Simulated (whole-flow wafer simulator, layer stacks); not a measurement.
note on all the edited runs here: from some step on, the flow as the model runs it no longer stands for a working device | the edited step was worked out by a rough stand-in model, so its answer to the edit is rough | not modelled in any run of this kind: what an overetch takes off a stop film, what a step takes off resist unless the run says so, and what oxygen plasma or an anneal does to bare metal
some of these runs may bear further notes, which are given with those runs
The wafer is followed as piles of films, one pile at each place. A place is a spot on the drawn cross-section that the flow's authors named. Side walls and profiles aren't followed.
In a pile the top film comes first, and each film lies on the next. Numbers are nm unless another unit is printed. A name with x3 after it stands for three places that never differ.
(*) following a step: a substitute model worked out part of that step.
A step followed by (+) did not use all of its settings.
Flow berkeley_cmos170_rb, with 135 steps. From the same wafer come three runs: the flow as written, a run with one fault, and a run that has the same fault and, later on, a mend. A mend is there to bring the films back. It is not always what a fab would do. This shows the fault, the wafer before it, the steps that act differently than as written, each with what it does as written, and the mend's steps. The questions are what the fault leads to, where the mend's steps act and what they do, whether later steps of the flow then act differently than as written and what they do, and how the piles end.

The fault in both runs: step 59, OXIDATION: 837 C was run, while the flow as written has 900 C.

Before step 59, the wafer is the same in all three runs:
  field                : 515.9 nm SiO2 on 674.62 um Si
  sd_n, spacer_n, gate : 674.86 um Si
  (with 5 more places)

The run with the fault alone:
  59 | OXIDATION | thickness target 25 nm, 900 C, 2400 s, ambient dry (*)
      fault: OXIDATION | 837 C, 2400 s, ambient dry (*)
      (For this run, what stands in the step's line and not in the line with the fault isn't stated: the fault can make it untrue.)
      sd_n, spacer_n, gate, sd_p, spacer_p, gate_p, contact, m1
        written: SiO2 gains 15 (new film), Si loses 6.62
        fault: SiO2 gains 7.81 (new film), Si loses 3.43
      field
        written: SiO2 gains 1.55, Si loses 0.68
        fault: SiO2 gains 0.47, Si loses 0.2
  Steps further on in the flow that do not act as written (31 other steps are not shown; they differ only slightly, by no more than 2% or 0.5 nm, whichever is larger):
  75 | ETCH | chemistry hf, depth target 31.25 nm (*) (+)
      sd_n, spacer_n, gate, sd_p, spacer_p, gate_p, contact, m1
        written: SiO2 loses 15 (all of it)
        fault: SiO2 loses 7.81 (all of it)
  At the end the piles are close to the flow's at the places that both follow, differing by at most 2% or 0.5 nm, whichever is larger.

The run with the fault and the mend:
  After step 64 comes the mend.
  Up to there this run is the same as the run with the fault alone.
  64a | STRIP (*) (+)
      sd_p
        KrF resist loses 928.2 (all of it)
      spacer_p
        KrF resist loses 911.3 (all of it)
      gate_p
        KrF resist loses 910.4 (all of it)
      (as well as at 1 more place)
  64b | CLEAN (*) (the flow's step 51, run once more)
      alters no film at any place that is followed
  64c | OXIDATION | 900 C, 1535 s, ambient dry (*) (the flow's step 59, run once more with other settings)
      sd_n, spacer_n, gate, sd_p, spacer_p, gate_p, contact, m1
        SiO2 gains 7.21, Si loses 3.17
      field
        SiO2 gains 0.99, Si loses 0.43
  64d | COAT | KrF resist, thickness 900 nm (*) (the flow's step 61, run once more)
      field
        KrF resist gains 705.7 (new film)
      sd_n
        KrF resist gains 957.4 (new film)
      spacer_n
        KrF resist gains 924.9 (new film)
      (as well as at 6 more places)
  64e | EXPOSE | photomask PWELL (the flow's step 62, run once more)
      alters no film at any place that is followed
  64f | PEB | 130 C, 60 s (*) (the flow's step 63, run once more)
      alters no film at any place that is followed
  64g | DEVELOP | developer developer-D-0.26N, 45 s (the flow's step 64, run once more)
      sd_p, spacer_p, gate_p, m1
        KrF resist loses 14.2
      field
        KrF resist loses 705.7 (all of it)
      sd_n
        KrF resist loses 957.4 (all of it)
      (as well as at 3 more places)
  Later steps of the flow that are run all act as written at every place that is followed, up to a difference of at most 2% or 0.5 nm, whichever is larger.
  At the end the piles are close to the flow's at the places that both follow, differing by at most 2% or 0.5 nm, whichever is larger.
